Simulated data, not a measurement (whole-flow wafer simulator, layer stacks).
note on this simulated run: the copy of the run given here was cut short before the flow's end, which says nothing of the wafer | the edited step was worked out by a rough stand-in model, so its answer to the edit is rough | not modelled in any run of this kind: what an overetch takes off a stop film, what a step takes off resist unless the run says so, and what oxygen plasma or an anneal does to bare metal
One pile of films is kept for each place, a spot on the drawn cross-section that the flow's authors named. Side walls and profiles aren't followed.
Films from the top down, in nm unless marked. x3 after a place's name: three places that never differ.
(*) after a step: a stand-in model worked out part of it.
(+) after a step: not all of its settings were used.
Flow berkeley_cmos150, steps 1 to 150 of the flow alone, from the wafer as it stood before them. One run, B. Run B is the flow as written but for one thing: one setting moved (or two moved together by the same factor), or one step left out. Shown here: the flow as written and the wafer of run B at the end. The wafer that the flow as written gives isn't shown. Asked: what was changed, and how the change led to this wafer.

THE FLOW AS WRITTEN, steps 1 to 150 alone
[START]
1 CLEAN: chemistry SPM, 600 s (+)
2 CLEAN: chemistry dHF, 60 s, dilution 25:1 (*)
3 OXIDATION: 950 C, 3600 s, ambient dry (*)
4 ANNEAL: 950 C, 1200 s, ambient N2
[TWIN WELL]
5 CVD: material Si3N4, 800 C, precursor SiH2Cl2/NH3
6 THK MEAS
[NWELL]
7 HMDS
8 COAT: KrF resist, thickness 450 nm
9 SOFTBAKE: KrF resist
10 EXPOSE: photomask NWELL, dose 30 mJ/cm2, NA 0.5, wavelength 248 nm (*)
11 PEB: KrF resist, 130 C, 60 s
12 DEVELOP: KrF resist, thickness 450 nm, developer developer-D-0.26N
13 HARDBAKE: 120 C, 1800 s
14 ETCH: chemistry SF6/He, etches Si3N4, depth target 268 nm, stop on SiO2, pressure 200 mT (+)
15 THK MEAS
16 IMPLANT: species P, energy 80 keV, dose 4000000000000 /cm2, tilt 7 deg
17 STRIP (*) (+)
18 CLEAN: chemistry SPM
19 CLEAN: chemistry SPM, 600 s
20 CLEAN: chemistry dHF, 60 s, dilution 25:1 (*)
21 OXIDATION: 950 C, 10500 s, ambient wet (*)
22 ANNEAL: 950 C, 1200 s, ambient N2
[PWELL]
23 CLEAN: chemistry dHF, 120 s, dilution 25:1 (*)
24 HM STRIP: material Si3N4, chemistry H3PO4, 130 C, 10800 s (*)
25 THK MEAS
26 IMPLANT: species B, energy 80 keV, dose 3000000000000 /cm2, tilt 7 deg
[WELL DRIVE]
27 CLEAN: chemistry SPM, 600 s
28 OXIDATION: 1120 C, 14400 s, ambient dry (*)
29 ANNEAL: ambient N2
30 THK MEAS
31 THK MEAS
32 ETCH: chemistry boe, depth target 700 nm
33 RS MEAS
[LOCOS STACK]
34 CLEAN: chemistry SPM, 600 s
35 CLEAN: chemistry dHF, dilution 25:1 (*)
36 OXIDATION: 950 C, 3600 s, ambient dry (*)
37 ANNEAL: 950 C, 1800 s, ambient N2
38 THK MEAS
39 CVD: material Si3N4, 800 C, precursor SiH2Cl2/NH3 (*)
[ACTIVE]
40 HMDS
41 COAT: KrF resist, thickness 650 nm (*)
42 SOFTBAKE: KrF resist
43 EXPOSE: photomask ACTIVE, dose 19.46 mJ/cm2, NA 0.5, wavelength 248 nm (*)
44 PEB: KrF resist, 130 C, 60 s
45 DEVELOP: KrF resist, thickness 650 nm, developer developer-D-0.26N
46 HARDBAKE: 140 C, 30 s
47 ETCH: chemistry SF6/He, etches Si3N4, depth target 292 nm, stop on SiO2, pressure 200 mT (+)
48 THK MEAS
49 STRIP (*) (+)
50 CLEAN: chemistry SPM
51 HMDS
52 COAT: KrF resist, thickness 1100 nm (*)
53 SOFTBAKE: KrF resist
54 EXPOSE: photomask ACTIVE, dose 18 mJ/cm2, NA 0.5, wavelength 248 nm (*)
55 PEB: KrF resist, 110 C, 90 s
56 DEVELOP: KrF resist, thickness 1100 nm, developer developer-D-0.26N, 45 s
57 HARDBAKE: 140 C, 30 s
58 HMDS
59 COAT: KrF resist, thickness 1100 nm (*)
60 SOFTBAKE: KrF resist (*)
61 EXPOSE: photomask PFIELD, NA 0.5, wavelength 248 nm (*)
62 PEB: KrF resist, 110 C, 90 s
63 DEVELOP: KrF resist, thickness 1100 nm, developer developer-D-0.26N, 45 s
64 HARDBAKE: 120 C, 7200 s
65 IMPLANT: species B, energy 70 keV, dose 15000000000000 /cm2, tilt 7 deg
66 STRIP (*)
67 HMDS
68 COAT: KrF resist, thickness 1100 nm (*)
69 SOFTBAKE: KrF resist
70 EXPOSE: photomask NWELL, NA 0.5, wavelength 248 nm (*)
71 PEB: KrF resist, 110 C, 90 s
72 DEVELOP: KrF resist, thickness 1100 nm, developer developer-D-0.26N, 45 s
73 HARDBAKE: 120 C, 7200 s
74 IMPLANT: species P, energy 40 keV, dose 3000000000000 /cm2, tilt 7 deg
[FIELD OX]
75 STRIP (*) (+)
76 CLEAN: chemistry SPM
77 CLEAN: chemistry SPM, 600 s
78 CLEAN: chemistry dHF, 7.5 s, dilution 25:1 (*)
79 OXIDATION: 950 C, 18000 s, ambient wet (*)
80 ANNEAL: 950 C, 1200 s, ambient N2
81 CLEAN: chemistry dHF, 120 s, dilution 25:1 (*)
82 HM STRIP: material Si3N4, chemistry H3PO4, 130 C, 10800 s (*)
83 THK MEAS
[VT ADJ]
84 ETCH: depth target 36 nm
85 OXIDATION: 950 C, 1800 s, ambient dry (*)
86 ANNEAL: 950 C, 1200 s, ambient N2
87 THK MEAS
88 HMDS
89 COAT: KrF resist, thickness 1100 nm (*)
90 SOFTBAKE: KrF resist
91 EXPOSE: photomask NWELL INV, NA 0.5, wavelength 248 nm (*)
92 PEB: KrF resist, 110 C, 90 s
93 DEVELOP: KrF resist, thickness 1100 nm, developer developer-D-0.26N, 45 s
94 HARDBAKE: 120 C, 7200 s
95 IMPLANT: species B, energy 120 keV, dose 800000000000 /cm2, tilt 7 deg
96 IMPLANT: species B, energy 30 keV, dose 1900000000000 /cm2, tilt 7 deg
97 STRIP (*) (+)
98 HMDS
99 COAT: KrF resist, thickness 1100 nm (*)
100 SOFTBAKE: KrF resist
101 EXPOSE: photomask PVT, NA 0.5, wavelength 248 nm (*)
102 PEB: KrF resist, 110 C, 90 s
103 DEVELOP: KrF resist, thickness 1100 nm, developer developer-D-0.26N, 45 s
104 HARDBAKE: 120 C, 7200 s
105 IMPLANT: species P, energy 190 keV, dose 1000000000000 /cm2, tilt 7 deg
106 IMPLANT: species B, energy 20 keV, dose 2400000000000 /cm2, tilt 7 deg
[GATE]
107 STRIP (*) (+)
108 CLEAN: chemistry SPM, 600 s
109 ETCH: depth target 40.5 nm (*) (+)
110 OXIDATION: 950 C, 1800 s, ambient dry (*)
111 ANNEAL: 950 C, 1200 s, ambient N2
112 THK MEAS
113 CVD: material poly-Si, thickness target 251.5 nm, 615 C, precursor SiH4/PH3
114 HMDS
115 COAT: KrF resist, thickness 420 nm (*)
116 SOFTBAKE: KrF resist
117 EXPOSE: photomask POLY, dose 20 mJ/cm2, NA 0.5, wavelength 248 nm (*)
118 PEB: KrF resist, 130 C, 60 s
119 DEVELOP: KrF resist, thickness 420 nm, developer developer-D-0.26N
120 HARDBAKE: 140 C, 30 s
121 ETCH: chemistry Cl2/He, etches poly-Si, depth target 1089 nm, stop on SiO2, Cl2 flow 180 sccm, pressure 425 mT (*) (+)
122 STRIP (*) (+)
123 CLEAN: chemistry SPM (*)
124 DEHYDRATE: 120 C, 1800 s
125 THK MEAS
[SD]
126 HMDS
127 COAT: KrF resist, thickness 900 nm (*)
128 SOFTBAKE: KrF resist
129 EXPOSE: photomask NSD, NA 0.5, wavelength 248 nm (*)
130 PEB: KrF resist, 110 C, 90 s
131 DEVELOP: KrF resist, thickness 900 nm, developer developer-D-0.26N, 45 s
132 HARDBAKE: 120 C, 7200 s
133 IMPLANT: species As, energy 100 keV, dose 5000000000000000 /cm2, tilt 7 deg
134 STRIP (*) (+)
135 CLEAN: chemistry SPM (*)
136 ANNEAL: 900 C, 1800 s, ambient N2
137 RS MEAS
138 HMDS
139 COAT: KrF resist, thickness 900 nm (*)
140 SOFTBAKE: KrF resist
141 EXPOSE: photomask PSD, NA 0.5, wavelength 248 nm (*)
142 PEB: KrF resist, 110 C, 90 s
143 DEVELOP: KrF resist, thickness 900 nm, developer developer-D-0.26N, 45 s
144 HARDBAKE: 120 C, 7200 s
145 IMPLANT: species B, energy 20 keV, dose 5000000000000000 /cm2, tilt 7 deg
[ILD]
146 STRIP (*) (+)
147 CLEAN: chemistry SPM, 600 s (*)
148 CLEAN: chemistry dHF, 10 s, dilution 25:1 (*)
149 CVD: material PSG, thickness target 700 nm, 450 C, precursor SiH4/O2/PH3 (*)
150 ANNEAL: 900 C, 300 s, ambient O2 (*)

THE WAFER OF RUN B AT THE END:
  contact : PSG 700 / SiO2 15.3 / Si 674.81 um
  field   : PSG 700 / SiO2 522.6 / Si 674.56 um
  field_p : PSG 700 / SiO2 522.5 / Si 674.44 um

The cause: step 28, OXIDATION: 20160 s was run, where the flow has 14400 s.

How the change led to this, step by step:
  28 OXIDATION: 1120 C, 14400 s, ambient dry (*)
      field, sd_n, gate_n, contact, m1: SiO2 +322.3, Si -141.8 (as written it would be: SiO2 +261.5, Si -115.1)
      field_p, sd_p, gate_p: SiO2 +140.5, Si -61.8 (as written it would be: SiO2 +103.6, Si -45.6)
  32 ETCH: chemistry boe, depth target 700 nm
      field, sd_n, gate_n, contact, m1: SiO2 -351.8 (all of it) (as written it would be: SiO2 -291.1 (all of it))
      field_p, sd_p, gate_p: SiO2 -592.4 (all of it) (as written it would be: SiO2 -555.5 (all of it))
  41 COAT: KrF resist, thickness 650 nm (*)
      field: KrF resist +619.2 (new film) (as written it would be: KrF resist +646.4 (new film))
  45 DEVELOP: KrF resist, thickness 650 nm, developer developer-D-0.26N
      field: KrF resist -618.2 (all of it) (as written it would be: KrF resist -645.4 (all of it))
